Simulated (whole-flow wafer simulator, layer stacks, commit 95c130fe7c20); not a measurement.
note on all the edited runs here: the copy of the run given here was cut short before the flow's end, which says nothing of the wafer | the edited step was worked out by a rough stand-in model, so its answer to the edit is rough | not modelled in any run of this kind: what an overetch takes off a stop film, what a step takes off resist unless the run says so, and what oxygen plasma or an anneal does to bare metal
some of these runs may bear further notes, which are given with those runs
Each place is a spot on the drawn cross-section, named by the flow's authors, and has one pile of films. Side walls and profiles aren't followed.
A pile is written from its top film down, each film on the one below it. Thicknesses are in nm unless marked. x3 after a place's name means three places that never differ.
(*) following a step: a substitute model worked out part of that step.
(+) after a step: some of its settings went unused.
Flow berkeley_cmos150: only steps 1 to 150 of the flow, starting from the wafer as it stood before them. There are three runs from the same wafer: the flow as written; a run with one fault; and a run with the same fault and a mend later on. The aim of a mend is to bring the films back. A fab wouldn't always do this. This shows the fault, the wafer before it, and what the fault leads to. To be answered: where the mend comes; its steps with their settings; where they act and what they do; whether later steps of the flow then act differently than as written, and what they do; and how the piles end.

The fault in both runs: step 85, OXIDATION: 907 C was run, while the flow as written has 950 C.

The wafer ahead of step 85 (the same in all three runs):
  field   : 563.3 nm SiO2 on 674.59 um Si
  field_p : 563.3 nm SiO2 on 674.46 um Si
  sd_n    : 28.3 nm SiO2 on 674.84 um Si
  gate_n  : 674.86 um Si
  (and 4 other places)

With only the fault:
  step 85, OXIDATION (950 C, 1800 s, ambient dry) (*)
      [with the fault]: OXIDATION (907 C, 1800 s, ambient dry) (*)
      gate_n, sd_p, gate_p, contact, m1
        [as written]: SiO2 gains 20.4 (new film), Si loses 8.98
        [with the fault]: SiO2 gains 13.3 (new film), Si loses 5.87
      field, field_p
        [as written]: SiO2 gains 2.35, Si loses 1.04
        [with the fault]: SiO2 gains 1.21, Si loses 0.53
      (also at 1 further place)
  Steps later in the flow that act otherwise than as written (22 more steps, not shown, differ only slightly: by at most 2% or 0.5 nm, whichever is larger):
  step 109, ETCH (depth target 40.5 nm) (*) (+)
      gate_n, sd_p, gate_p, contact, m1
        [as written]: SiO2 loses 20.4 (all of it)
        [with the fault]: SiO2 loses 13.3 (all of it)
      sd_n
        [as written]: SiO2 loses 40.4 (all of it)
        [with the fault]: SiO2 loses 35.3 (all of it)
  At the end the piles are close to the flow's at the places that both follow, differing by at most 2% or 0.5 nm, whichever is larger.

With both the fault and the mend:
  The mend follows step 87.
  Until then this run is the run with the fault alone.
  step 87a, OXIDATION (950 C, 809 s, ambient dry) (*) (the flow's step 85, run once more with other settings)
      gate_n, sd_p, gate_p, contact, m1
        SiO2 gains 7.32, Si loses 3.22
      field, field_p
        SiO2 gains 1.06, Si loses 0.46
      sd_n
        SiO2 gains 5.11, Si loses 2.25
  None of the later steps of the flow differs from how it acts as written, at any place that is followed, by more than 2% or 0.5 nm, whichever is larger.
  At the end the piles are close to the flow's at the places that both follow, differing by at most 2% or 0.5 nm, whichever is larger.
